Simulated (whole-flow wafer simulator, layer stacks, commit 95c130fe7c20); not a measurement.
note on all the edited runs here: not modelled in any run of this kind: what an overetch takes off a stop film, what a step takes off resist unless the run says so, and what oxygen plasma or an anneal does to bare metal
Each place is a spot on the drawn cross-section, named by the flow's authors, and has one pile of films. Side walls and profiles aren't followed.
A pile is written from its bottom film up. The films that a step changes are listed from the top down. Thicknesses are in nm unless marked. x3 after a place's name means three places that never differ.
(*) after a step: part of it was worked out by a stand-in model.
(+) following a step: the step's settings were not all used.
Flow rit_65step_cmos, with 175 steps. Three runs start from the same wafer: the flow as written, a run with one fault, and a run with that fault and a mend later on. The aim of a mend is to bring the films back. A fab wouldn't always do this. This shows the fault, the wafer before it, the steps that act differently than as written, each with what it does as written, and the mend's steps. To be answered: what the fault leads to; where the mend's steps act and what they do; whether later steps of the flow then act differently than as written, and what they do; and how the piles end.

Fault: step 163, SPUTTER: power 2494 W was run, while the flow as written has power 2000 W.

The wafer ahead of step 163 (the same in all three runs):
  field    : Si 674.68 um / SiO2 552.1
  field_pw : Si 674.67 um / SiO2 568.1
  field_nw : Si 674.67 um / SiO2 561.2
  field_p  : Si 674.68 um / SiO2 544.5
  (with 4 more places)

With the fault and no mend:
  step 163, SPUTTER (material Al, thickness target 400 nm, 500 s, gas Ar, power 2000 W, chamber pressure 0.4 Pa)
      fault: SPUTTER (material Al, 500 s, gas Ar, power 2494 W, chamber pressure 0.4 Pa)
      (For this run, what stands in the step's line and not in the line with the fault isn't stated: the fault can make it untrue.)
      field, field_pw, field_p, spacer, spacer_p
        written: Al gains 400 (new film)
        fault: Al gains 498.8 (new film)
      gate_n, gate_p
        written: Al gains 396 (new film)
        fault: Al gains 486.5 (new film)
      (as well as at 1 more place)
  Steps further on in the flow that do not act as written (3 other steps are not shown; they differ only slightly, by no more than 2% or 0.5 nm, whichever is larger):
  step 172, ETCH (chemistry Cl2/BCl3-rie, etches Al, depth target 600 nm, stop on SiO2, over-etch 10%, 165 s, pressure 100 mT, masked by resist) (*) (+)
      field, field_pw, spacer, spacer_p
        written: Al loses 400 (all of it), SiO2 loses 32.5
        fault: Al loses 498.8 (all of it), SiO2 loses 20.1
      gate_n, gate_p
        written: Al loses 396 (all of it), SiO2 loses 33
        fault: Al loses 486.5 (all of it), SiO2 loses 21.7
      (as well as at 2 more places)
  The piles end different from the flow's at field, field_pw, field_nw, field_p, gate_n, gate_p, spacer, spacer_p by more than 2% or 0.5 nm, whichever is larger.
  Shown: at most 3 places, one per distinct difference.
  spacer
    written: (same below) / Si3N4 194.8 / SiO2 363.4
    fault: (same below) / Si3N4 194.8 / SiO2 375.8
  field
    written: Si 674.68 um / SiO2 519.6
    fault: Si 674.68 um / SiO2 532
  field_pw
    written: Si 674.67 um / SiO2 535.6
    fault: Si 674.67 um / SiO2 548

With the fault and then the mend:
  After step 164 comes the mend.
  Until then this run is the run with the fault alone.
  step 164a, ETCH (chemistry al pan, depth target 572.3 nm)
      field, field_pw, field_nw, field_p, spacer, spacer_p
        Al loses 498.8 (all of it)
      gate_n, gate_p
        Al loses 486.5 (all of it)
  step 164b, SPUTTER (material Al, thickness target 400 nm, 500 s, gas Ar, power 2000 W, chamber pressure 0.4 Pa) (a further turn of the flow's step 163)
      field, field_pw, field_p, spacer, spacer_p
        Al gains 400 (new film)
      gate_n, gate_p
        Al gains 396 (new film)
      field_nw
        Al gains 397.2 (new film)
  Later steps of the flow that are run all act as written at every place that is followed.
  By the end, the piles equal the flow's at every place that both follow.
